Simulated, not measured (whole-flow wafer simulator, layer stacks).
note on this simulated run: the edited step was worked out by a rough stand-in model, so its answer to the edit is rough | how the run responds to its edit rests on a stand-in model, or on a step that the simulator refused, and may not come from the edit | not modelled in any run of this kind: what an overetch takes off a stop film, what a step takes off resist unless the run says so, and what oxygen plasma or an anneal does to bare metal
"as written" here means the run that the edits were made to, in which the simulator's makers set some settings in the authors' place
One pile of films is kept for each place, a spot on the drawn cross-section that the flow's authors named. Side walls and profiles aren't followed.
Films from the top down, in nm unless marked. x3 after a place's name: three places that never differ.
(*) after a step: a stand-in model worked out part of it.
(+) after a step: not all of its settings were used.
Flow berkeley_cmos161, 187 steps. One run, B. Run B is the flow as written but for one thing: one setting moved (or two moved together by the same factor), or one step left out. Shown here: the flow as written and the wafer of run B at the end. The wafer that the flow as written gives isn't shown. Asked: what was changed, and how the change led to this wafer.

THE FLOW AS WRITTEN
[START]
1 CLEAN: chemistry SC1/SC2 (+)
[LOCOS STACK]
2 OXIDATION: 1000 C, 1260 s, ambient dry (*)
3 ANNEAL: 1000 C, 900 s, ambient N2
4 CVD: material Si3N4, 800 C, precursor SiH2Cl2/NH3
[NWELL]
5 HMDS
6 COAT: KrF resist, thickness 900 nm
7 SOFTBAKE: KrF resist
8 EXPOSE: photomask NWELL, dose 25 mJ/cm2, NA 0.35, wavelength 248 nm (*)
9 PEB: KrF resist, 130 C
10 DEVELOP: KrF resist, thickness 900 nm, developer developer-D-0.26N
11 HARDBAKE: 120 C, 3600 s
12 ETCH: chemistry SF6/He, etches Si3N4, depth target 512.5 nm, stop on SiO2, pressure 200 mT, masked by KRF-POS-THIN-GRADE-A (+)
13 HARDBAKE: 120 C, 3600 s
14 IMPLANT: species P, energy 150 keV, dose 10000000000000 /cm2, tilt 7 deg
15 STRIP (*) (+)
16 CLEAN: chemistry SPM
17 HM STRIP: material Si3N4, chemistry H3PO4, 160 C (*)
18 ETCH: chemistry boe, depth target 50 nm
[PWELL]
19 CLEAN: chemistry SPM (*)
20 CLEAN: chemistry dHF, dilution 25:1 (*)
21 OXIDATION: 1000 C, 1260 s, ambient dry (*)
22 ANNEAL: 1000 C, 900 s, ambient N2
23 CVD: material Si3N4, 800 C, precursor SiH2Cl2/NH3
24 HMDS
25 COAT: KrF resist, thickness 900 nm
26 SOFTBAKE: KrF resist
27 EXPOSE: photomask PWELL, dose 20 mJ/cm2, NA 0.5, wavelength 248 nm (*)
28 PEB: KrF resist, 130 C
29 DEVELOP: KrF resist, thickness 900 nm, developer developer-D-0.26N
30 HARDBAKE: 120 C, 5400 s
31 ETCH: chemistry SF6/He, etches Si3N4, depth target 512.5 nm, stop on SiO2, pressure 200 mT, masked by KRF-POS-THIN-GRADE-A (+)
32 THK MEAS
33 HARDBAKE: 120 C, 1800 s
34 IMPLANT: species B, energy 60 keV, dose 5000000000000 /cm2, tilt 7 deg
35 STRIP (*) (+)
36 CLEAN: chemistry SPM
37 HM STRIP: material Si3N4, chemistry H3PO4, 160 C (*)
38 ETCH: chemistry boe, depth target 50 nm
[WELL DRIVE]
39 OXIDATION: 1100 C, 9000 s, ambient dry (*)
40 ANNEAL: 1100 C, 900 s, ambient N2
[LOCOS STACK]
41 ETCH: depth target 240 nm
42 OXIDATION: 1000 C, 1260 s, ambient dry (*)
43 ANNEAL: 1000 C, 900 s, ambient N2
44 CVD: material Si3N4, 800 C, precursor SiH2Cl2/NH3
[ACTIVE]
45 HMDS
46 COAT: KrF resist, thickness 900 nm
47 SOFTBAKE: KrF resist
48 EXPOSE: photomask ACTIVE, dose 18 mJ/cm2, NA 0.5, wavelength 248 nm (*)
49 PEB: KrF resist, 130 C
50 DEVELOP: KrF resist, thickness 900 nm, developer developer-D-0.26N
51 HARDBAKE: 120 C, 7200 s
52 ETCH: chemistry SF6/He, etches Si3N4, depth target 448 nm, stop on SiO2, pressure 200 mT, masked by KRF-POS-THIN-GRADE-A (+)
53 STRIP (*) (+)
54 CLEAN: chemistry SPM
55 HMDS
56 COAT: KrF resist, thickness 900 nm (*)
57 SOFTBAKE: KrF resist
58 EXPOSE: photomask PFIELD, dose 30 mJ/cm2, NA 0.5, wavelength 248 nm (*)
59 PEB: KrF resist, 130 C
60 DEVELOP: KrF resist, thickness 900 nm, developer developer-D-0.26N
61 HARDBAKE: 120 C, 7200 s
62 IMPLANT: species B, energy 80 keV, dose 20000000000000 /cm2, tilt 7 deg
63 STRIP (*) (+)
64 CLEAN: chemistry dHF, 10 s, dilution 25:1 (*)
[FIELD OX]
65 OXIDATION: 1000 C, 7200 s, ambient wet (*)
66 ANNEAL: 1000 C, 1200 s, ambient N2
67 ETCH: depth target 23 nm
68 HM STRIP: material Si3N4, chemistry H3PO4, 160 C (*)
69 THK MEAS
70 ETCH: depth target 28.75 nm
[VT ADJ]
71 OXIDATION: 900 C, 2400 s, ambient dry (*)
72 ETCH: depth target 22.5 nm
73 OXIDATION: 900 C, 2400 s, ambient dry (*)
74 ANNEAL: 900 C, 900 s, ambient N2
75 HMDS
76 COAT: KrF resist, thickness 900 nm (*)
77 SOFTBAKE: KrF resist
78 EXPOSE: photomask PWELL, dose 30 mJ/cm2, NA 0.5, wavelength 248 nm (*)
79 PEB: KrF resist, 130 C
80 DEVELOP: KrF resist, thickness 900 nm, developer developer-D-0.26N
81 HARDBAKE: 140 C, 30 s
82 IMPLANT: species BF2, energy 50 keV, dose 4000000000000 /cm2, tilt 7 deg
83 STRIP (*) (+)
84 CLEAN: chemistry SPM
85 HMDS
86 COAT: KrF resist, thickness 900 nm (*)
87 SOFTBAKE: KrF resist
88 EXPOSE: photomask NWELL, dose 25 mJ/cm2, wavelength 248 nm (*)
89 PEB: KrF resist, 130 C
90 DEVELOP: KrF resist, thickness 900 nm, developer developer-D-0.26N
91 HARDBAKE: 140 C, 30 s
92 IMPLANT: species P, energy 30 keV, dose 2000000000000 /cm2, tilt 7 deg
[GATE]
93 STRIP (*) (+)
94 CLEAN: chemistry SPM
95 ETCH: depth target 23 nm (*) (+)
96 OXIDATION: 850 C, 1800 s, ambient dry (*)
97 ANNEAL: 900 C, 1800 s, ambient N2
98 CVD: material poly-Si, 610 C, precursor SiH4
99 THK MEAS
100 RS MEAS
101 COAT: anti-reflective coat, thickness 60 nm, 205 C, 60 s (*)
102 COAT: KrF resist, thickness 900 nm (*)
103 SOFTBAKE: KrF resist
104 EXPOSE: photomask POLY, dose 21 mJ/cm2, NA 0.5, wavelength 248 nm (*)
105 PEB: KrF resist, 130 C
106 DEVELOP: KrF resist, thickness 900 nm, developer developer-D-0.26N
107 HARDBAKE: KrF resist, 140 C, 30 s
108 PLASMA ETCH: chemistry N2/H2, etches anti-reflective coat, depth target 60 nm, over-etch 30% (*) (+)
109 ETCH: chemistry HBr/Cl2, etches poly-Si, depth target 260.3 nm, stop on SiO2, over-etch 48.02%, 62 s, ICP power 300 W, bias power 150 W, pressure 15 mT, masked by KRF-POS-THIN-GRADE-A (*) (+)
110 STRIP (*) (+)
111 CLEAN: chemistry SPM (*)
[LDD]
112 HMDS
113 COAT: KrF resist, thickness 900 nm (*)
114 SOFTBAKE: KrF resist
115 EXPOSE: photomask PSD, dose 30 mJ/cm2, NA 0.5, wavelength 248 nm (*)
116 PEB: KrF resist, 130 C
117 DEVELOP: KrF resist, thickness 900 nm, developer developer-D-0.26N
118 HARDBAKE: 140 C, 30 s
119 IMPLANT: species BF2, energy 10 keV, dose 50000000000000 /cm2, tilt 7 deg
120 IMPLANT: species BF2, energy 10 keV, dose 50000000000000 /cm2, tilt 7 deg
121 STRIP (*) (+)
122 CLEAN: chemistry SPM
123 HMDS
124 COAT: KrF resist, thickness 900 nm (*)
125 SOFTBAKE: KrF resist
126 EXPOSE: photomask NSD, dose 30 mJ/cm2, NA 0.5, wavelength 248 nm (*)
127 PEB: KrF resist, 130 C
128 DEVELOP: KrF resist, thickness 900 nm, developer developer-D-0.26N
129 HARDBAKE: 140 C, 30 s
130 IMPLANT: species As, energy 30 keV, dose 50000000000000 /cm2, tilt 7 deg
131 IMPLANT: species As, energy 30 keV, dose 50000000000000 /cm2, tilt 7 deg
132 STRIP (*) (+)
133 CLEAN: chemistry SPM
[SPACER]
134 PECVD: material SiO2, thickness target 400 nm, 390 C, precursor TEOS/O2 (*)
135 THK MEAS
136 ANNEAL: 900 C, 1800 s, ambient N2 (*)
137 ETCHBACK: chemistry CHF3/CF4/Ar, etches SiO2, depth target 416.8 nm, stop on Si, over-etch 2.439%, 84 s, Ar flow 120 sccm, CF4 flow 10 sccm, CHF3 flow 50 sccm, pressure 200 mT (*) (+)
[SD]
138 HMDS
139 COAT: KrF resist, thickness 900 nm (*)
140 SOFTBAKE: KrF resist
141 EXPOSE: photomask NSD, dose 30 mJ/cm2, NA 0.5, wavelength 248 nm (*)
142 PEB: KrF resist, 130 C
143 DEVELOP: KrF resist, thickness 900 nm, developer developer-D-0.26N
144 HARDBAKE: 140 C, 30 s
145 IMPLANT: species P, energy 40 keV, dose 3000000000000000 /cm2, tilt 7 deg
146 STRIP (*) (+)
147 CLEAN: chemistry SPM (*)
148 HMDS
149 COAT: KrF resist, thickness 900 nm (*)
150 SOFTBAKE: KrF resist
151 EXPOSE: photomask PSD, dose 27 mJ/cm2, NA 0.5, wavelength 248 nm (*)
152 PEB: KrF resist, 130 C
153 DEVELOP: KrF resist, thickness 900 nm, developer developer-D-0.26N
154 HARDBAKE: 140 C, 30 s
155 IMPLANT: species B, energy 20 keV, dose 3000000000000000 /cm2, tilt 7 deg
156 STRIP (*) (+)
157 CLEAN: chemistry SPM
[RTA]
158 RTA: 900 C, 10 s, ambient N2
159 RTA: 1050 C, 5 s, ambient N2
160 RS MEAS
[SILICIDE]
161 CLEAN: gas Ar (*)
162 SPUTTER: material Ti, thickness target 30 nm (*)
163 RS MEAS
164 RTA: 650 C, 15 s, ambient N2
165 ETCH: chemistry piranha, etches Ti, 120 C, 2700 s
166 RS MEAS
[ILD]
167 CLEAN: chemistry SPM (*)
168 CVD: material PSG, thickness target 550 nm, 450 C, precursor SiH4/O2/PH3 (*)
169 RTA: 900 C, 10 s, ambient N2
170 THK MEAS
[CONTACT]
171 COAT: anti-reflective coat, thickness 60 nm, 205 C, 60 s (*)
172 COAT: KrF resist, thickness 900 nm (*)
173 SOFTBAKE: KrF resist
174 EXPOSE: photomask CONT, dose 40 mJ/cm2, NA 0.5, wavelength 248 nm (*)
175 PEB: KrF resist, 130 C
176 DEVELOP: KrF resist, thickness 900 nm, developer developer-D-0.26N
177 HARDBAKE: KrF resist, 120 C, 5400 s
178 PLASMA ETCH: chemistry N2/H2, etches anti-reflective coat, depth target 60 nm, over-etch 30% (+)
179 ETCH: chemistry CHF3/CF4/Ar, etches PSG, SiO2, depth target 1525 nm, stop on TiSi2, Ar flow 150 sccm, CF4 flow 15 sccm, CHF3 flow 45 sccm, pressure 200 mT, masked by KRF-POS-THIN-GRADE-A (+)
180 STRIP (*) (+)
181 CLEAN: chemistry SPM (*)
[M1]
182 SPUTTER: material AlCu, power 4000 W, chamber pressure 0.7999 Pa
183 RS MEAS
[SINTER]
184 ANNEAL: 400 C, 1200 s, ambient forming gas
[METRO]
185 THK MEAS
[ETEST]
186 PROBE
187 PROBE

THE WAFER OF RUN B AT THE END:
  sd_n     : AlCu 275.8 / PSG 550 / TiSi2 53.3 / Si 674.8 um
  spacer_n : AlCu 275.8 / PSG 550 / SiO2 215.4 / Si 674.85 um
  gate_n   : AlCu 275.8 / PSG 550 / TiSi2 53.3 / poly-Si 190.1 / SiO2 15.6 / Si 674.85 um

The cause: step 73, OXIDATION: 990 C was run, where the flow has 900 C.

How the change led to this, step by step:
  73 OXIDATION: 900 C, 2400 s, ambient dry (*)
      sd_n, spacer_n, gate_n, sd_p, spacer_p, gate_p, contact, m1: SiO2 +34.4 (new film), Si -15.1 (as written it would be: SiO2 +14.9 (new film), Si -6.57)
      field: SiO2 +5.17, Si -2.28 (as written it would be: SiO2 +1.61, Si -0.71)
  95 ETCH: depth target 23 nm (*) (+)
      sd_n, spacer_n, gate_n, sd_p, spacer_p, gate_p, contact, m1: SiO2 -23 (as written it would be: SiO2 -14.9 (all of it))
  96 OXIDATION: 850 C, 1800 s, ambient dry (*)
      sd_n, spacer_n, gate_n, sd_p, spacer_p, gate_p, contact, m1: SiO2 +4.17, Si -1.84 (as written it would be: SiO2 +7.48 (new film), Si -3.29)
  137 ETCHBACK: chemistry CHF3/CF4/Ar, etches SiO2, depth target 416.8 nm, stop on Si, over-etch 2.439%, 84 s, Ar flow 120 sccm, CF4 flow 10 sccm, CHF3 flow 50 sccm, pressure 200 mT (*) (+)
      sd_n: SiO2 -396 (all of it) (as written it would be: SiO2 -387.9 (all of it))
      sd_p: SiO2 -381.5 (all of it) (as written it would be: SiO2 -373.4 (all of it))
      (and at 2 more places)
  171 COAT: anti-reflective coat, thickness 60 nm, 205 C, 60 s (*)
      sd_n: anti-reflective coat +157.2 (new film) (as written it would be: anti-reflective coat +149.7 (new film))
      m1: anti-reflective coat +99.8 (new film) (as written it would be: anti-reflective coat +97.8 (new film))
  180 STRIP (*) (+)
      sd_n: KrF resist -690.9 (all of it), anti-reflective coat -157.2 (all of it) (as written it would be: KrF resist -692.5 (all of it), anti-reflective coat -149.7 (all of it))
      m1: KrF resist -743.4 (all of it), anti-reflective coat -99.8 (all of it) (as written it would be: KrF resist -739.9 (all of it), anti-reflective coat -97.8 (all of it))
